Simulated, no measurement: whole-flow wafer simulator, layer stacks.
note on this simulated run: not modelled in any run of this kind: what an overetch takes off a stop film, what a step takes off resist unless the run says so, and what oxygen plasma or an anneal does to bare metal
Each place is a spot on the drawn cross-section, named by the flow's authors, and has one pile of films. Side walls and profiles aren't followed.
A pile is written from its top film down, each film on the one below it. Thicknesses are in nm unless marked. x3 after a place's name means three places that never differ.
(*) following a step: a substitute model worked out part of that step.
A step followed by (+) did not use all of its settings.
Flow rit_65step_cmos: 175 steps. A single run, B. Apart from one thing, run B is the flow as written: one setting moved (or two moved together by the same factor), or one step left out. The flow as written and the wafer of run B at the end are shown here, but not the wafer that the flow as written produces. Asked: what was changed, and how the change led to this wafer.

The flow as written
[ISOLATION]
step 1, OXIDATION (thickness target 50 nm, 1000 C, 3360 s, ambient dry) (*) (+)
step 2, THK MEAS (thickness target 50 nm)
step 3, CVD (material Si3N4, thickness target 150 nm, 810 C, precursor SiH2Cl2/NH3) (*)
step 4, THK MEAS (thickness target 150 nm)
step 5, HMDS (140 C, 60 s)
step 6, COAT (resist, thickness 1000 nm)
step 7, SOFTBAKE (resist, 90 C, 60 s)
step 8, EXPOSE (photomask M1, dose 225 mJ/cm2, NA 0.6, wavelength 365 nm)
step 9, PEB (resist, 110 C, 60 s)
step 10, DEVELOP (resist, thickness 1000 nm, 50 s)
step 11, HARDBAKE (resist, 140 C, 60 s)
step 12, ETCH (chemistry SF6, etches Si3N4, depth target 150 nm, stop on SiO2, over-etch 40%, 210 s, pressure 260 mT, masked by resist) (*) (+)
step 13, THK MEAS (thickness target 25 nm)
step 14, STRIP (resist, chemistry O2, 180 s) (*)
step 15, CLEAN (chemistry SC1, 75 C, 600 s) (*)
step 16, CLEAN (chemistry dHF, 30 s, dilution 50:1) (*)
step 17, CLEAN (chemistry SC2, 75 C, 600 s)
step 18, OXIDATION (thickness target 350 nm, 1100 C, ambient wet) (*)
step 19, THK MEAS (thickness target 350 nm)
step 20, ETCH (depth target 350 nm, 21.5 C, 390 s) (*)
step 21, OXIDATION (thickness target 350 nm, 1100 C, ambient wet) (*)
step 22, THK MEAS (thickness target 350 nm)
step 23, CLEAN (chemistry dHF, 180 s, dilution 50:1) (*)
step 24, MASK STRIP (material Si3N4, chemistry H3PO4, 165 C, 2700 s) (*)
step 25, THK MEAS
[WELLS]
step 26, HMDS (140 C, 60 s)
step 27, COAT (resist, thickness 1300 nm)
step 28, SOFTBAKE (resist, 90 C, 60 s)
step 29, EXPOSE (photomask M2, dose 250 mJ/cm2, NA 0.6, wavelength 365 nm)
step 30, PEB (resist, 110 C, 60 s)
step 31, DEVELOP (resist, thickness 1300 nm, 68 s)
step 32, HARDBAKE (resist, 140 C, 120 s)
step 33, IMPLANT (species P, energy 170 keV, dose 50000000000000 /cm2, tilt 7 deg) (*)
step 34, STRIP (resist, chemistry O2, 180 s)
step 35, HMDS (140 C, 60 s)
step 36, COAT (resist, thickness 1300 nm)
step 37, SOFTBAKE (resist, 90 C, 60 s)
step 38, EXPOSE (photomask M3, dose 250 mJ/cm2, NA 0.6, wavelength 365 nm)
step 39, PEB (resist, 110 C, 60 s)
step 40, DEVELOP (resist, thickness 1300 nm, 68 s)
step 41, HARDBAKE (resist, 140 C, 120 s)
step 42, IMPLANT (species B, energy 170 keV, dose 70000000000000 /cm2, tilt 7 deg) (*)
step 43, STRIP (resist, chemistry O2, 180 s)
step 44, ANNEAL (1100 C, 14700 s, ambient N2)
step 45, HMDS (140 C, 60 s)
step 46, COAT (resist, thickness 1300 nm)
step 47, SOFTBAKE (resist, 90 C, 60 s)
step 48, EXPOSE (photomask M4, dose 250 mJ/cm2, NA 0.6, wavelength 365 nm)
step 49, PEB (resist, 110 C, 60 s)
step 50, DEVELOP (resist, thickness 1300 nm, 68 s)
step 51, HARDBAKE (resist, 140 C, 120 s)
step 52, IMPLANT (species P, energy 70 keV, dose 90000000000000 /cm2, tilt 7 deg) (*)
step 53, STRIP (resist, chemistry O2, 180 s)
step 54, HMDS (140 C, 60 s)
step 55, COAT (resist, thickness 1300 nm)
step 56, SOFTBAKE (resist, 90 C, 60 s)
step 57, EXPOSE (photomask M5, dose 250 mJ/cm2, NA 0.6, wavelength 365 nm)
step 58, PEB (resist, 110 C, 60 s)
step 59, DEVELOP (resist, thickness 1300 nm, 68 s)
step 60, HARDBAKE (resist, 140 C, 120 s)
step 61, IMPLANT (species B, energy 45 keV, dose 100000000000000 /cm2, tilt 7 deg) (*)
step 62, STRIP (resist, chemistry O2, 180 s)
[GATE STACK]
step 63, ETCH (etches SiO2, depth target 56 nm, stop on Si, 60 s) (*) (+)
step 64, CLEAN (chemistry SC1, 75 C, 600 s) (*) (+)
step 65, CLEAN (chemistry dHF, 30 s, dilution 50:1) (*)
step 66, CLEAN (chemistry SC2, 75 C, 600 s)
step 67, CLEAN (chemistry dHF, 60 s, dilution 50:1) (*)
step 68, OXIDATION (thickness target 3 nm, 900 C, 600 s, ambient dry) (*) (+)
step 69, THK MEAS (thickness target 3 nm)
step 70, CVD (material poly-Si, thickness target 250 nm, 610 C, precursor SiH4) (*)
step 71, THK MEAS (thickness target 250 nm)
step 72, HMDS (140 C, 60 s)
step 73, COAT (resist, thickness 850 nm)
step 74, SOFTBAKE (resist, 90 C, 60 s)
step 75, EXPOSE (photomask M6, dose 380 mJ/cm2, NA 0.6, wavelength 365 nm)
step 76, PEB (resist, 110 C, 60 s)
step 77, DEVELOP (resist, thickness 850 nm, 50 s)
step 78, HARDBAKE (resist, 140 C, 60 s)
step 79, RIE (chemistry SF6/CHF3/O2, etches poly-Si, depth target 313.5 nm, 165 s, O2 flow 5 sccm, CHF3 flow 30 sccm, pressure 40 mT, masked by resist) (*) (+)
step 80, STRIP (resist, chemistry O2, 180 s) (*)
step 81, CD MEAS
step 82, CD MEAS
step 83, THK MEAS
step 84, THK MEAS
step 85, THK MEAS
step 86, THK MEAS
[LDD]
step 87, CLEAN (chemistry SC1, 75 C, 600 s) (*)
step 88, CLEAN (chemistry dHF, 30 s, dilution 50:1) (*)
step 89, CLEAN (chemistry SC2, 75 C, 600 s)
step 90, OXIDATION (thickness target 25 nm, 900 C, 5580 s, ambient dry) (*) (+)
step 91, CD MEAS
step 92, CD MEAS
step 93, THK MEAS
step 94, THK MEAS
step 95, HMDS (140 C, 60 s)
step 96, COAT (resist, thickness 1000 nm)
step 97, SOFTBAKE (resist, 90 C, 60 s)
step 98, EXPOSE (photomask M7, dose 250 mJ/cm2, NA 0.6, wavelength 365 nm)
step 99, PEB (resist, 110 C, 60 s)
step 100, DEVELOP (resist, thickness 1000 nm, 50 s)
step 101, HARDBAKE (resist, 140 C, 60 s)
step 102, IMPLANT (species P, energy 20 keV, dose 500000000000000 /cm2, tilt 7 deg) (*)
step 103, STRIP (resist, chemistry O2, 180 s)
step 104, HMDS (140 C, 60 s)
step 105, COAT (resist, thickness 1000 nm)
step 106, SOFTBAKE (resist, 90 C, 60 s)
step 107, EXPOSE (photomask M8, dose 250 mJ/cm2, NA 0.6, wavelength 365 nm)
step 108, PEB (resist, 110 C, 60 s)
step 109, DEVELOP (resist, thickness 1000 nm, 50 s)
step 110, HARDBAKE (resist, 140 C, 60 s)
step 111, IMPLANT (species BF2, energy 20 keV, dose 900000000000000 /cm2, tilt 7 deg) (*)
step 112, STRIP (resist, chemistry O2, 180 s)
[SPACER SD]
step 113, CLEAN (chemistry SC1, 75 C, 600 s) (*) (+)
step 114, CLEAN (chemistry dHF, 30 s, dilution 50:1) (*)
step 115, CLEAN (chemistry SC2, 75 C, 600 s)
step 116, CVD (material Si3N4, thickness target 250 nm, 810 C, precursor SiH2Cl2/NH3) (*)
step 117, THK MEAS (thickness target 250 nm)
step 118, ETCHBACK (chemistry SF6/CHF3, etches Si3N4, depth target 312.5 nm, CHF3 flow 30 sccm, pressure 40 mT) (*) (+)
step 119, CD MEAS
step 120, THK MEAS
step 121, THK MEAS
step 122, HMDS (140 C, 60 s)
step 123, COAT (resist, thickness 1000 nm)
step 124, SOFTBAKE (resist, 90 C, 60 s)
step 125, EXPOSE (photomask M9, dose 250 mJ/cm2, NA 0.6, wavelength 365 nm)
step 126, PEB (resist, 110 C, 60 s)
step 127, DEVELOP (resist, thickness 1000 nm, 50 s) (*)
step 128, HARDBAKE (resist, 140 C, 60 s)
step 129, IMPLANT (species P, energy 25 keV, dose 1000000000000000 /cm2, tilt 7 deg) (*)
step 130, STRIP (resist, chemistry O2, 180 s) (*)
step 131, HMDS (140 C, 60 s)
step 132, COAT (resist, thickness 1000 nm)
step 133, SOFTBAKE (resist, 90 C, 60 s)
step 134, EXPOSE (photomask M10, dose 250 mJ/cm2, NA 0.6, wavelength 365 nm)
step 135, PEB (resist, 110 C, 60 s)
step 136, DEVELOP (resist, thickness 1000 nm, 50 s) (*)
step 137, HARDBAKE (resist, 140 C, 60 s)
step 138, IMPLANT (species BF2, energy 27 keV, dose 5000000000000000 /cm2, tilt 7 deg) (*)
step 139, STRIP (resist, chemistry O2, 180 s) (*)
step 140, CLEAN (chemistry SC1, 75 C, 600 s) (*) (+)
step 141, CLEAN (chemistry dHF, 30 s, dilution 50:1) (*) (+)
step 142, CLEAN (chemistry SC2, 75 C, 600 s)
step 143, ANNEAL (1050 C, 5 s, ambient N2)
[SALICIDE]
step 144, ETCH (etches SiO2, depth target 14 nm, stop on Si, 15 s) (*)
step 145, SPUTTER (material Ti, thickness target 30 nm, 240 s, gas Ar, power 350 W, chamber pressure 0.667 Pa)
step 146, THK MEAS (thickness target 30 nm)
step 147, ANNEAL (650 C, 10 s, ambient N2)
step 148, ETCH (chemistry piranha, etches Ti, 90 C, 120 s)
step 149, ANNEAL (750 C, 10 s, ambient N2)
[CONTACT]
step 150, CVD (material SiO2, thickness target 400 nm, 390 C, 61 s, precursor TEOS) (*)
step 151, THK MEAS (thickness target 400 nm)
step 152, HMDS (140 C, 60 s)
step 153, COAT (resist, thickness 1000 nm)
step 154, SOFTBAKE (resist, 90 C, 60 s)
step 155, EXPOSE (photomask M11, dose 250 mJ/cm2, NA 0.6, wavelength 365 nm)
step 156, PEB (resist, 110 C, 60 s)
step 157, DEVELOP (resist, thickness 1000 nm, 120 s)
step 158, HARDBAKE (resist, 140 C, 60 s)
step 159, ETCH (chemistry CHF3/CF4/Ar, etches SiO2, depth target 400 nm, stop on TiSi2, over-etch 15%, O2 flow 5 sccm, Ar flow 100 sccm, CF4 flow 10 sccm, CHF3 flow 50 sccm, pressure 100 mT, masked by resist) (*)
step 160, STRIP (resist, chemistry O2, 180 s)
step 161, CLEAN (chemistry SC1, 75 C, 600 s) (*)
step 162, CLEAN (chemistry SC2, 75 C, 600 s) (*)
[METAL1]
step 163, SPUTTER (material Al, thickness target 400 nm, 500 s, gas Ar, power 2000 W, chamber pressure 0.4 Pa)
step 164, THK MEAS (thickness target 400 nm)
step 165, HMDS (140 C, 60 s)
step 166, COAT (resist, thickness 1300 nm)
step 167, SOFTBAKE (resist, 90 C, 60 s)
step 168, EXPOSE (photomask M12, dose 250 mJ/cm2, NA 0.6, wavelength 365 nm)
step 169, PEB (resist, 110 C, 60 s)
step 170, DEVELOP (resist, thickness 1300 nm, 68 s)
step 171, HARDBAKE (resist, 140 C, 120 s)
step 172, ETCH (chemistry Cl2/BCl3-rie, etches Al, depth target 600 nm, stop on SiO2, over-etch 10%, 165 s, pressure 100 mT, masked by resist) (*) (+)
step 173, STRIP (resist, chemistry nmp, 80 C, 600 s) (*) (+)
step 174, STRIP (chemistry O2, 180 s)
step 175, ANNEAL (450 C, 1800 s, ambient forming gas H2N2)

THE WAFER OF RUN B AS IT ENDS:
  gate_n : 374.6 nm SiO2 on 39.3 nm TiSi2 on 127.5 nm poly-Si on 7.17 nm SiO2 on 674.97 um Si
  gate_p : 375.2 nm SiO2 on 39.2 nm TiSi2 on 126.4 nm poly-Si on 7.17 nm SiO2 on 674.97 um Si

Cause: step 145, SPUTTER: thickness target 22 nm was run, though the flow has thickness target 30 nm.

Step by step, how the change led to this:
  step 145, SPUTTER (material Ti, thickness target 30 nm, 240 s, gas Ar, power 350 W, chamber pressure 0.667 Pa)
      field, field_pw, field_nw, field_p, spacer, spacer_p: Ti gains 22 (new film) (it would be, as written: Ti gains 30 (new film))
      gate_n: Ti gains 20 (new film) (it would be, as written: Ti gains 27.3 (new film))
      (as well as at 1 more place)
  step 147, ANNEAL (650 C, 10 s, ambient N2)
      gate_n: Ti loses 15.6, TiSi2 C49 gains 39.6 (new film), poly-Si loses 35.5 (it would be, as written: Ti loses 21.3, TiSi first gains 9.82 (new film), TiSi2 C49 gains 39.5 (new film), poly-Si loses 41.9)
      gate_p: Ti loses 15.5, TiSi2 C49 gains 39.5 (new film), poly-Si loses 35.4 (it would be, as written: Ti loses 21.2, TiSi first gains 9.56 (new film), TiSi2 C49 gains 39.6 (new film), poly-Si loses 41.9)
  step 148, ETCH (chemistry piranha, etches Ti, 90 C, 120 s)
      gate_n: Ti loses 4.4 (all of it), TiSi2 C49 loses 0.11 (it would be, as written: Ti loses 6 (all of it), TiSi first loses 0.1)
      gate_p: Ti loses 4.38 (all of it), TiSi2 C49 loses 0.11 (it would be, as written: Ti loses 5.97 (all of it), TiSi first loses 0.1)
      (as well as at 6 more places)
  step 149, ANNEAL (750 C, 10 s, ambient N2)
      gate_n: TiSi2 gains 39.3 (new film), TiSi2 C49 loses 39.5 (all of it) (it would be, as written: TiSi2 gains 50.8 (new film), TiSi first loses 9.72 (all of it), TiSi2 C49 loses 39.5 (all of it), poly-Si loses 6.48)
      gate_p: TiSi2 gains 39.2 (new film), TiSi2 C49 loses 39.4 (all of it) (it would be, as written: TiSi2 gains 50.6 (new film), TiSi first loses 9.46 (all of it), TiSi2 C49 loses 39.6 (all of it), poly-Si loses 6.31)
